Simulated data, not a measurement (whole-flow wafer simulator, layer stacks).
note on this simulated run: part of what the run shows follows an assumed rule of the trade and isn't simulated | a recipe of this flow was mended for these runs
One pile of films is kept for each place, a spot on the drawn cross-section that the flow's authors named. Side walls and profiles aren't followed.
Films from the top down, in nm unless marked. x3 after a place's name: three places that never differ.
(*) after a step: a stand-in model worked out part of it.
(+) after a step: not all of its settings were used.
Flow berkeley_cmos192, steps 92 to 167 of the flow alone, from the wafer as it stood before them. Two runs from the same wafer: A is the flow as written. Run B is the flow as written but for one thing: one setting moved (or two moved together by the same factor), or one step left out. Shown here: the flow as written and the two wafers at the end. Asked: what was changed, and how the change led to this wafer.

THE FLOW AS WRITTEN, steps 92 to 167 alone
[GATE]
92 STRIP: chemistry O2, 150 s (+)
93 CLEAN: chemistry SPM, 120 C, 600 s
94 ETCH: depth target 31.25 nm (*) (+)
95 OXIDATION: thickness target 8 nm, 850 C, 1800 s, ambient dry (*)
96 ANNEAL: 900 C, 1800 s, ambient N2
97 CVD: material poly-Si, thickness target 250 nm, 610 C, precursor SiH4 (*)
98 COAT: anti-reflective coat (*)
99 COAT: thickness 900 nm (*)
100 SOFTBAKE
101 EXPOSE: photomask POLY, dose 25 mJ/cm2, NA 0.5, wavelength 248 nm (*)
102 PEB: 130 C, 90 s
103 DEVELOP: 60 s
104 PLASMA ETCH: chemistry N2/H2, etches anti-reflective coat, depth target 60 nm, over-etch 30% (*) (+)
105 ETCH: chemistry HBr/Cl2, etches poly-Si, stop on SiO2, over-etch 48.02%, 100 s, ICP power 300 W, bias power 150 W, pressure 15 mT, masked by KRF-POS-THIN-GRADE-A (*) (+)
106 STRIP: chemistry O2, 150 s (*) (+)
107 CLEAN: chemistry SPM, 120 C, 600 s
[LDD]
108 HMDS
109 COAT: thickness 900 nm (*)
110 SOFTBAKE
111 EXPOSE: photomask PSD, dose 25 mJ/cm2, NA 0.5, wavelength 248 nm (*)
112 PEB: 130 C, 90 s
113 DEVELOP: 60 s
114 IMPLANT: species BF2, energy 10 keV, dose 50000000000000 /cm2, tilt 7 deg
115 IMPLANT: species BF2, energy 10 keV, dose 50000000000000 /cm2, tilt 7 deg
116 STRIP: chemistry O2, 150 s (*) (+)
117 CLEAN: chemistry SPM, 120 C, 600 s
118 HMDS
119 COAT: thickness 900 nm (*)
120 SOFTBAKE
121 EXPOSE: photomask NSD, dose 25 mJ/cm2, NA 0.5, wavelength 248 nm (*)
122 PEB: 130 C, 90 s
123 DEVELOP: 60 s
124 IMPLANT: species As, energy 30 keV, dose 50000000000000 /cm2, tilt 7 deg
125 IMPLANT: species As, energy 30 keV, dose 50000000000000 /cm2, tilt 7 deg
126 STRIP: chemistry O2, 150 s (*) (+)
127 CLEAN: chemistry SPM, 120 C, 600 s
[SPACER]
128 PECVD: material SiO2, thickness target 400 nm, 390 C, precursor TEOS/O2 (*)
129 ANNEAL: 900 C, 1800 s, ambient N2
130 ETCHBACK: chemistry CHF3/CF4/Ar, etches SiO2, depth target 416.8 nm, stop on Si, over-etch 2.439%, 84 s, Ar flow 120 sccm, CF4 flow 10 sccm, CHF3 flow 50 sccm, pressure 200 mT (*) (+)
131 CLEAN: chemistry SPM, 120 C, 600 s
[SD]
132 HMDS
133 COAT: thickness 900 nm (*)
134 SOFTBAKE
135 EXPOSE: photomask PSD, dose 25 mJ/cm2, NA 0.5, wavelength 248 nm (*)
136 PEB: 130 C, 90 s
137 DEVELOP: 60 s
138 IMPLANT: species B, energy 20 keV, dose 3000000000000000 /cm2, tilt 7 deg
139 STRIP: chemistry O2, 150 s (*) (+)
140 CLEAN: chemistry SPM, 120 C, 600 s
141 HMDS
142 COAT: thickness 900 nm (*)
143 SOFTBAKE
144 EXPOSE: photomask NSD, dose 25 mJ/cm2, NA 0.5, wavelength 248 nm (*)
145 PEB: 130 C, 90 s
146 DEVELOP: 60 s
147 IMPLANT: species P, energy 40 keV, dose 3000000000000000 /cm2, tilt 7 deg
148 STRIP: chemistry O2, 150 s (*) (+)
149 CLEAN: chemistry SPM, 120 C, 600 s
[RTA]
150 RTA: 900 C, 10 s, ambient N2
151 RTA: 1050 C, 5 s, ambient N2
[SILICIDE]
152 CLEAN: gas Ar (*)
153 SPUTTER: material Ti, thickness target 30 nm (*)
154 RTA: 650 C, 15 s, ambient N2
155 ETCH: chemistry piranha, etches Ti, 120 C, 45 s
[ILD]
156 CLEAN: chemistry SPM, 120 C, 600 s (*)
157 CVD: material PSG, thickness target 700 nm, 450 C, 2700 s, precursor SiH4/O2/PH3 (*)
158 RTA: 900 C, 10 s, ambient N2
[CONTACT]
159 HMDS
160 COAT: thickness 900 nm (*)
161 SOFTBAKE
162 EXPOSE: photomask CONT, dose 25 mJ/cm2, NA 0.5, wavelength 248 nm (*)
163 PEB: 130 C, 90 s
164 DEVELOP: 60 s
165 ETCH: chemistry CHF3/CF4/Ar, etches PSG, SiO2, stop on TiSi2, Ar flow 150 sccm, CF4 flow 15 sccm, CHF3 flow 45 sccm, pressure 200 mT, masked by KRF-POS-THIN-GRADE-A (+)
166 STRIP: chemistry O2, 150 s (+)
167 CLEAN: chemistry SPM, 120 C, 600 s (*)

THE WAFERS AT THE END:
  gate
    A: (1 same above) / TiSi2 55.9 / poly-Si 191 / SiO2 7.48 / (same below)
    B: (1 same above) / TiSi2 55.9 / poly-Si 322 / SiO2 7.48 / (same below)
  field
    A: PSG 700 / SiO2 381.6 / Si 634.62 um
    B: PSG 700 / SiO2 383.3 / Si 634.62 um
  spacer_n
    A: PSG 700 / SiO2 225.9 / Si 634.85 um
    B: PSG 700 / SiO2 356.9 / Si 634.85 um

The cause: step 97, CVD: thickness target 381 nm was run, where the flow has thickness target 250 nm.

How the change led to this, step by step:
  97 CVD: material poly-Si, thickness target 250 nm, 610 C, precursor SiH4 (*)
      field, sd_n, spacer_n and 6 more: A poly-Si +250 (new film) | B poly-Si +381 (new film)
  98 COAT: anti-reflective coat (*)
      field: A anti-reflective coat +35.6 (new film) | B anti-reflective coat +36.6 (new film)
      sd_n: A anti-reflective coat +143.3 (new film) | B anti-reflective coat +147.7 (new film)
      (and at 1 more place)
  104 PLASMA ETCH: chemistry N2/H2, etches anti-reflective coat, depth target 60 nm, over-etch 30% (*) (+)
      field: A anti-reflective coat -35.6 (all of it), poly-Si -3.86 | B anti-reflective coat -36.6 (all of it), poly-Si -3.99
      sd_n: A anti-reflective coat -143.3 (all of it), poly-Si -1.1 | B anti-reflective coat -147.7 (all of it), poly-Si -1.14
      (and at 1 more place)
  105 ETCH: chemistry HBr/Cl2, etches poly-Si, stop on SiO2, over-etch 48.02%, 100 s, ICP power 300 W, bias power 150 W, pressure 15 mT, masked by KRF-POS-THIN-GRADE-A (*) (+)
      spacer_n, spacer_p: A poly-Si -246.2 (all of it), SiO2 -1.71 | B poly-Si -377 (all of it), SiO2 -0.04
      field: A poly-Si -246.1 (all of it), SiO2 -1.71 | B poly-Si -377 (all of it), SiO2 -0.04
      (and at 4 more places)
  109 COAT: thickness 900 nm (*)
      gate: A KrF-resist +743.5 (new film) | B KrF-resist +634 (new film)
      gate_p: A KrF-resist +739.8 (new film) | B KrF-resist +630.4 (new film)
  113 DEVELOP: 60 s
      gate_p: A KrF-resist -738.2 (all of it) | B KrF-resist -629.1 (all of it)
  116 STRIP: chemistry O2, 150 s (*) (+)
      gate: A KrF-resist -727 (all of it), chemical SiO2 +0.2, poly-Si -0.09 | B KrF-resist -617.8 (all of it), chemical SiO2 +0.2, poly-Si -0.09
  119 COAT: thickness 900 nm (*)
      gate: A KrF-resist +743.4 (new film) | B KrF-resist +634 (new film)
      gate_p: A KrF-resist +739.7 (new film) | B KrF-resist +630.3 (new film)
  123 DEVELOP: 60 s
      gate: A KrF-resist -741.9 (all of it) | B KrF-resist -632.6 (all of it)
  126 STRIP: chemistry O2, 150 s (*) (+)
      gate_p: A KrF-resist -723.2 (all of it), chemical SiO2 +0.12, poly-Si -0.05 | B KrF-resist -614 (all of it), chemical SiO2 +0.12, poly-Si -0.05
  130 ETCHBACK: chemistry CHF3/CF4/Ar, etches SiO2, depth target 416.8 nm, stop on Si, over-etch 2.439%, 84 s, Ar flow 120 sccm, CF4 flow 10 sccm, CHF3 flow 50 sccm, pressure 200 mT (*) (+)
      spacer_n, spacer_p: A SiO2 -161 | B SiO2 -30.5
  133 COAT: thickness 900 nm (*)
      spacer_n: A KrF-resist +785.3 (new film) | B KrF-resist +690.1 (new film)
      gate: A KrF-resist +764.7 (new film) | B KrF-resist +671.8 (new film)
      (and at 2 more places)
  137 DEVELOP: 60 s
      spacer_p: A KrF-resist -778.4 (all of it) | B KrF-resist -683.7 (all of it)
      gate_p: A KrF-resist -757.7 (all of it) | B KrF-resist -665.2 (all of it)
  139 STRIP: chemistry O2, 150 s (*) (+)
      spacer_n: A KrF-resist -768.7 (all of it) | B KrF-resist -673.7 (all of it)
      gate: A KrF-resist -748.1 (all of it), chemical SiO2 +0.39, poly-Si -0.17 | B KrF-resist -655.4 (all of it), chemical SiO2 +0.39, poly-Si -0.17
  142 COAT: thickness 900 nm (*)
      spacer_n: A KrF-resist +785.4 (new film) | B KrF-resist +690.1 (new film)
      gate: A KrF-resist +764.6 (new film) | B KrF-resist +671.6 (new film)
      (and at 2 more places)
  146 DEVELOP: 60 s
      spacer_n: A KrF-resist -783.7 (all of it) | B KrF-resist -688.7 (all of it)
      gate: A KrF-resist -762.9 (all of it) | B KrF-resist -670.2 (all of it)
  ... 2 more steps ...
  166 STRIP: chemistry O2, 150 s (+)
      field: A KrF-resist -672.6 (all of it) | B KrF-resist -688.6 (all of it)
      spacer_n: A KrF-resist -612.8 (all of it) | B KrF-resist -543.7 (all of it)
      (and at 4 more places)
